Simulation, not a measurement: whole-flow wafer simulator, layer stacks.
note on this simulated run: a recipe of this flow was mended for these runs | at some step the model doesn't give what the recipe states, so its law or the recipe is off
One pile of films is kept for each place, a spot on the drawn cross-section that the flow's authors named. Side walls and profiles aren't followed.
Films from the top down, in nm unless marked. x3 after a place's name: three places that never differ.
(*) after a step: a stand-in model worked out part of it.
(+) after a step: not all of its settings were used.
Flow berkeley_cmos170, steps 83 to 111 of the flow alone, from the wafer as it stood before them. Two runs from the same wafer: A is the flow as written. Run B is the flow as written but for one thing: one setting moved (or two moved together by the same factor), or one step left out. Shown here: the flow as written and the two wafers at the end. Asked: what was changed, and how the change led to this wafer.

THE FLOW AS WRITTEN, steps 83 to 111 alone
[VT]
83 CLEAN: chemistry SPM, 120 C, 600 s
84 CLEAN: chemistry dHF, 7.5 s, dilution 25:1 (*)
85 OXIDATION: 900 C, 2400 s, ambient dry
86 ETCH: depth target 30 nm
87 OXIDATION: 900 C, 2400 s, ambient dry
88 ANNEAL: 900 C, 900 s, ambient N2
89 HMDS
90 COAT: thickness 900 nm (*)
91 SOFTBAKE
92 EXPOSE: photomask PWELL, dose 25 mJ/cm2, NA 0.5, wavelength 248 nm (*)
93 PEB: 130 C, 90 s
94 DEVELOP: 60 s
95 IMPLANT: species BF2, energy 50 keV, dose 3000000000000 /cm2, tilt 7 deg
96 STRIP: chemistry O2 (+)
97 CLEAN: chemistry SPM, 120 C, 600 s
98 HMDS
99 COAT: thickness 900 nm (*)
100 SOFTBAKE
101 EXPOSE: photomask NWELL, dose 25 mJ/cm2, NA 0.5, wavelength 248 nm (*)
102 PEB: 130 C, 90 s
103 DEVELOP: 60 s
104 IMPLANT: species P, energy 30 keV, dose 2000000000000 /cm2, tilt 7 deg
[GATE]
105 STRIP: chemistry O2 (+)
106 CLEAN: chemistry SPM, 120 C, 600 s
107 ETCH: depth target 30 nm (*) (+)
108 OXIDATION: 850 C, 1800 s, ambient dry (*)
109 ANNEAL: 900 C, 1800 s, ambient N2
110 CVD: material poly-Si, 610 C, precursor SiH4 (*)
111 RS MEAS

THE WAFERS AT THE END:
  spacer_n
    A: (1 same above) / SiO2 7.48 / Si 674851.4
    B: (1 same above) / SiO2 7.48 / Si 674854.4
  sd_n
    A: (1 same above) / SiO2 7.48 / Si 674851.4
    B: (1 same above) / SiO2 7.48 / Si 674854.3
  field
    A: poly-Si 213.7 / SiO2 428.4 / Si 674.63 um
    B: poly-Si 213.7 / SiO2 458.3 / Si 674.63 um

The cause: step 86, ETCH: depth target 30 nm, was left out.

How the change led to this, step by step:
  87 OXIDATION: 900 C, 2400 s, ambient dry
      mark, sd_n, spacer_n and 9 more: A SiO2 +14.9 (new film), Si -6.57 | B SiO2 +8.22, Si -3.62
  107 ETCH: depth target 30 nm (*) (+)
      mark, sd_n, spacer_n and 9 more: A SiO2 -14.9 (all of it) | B SiO2 -23.2 (all of it)
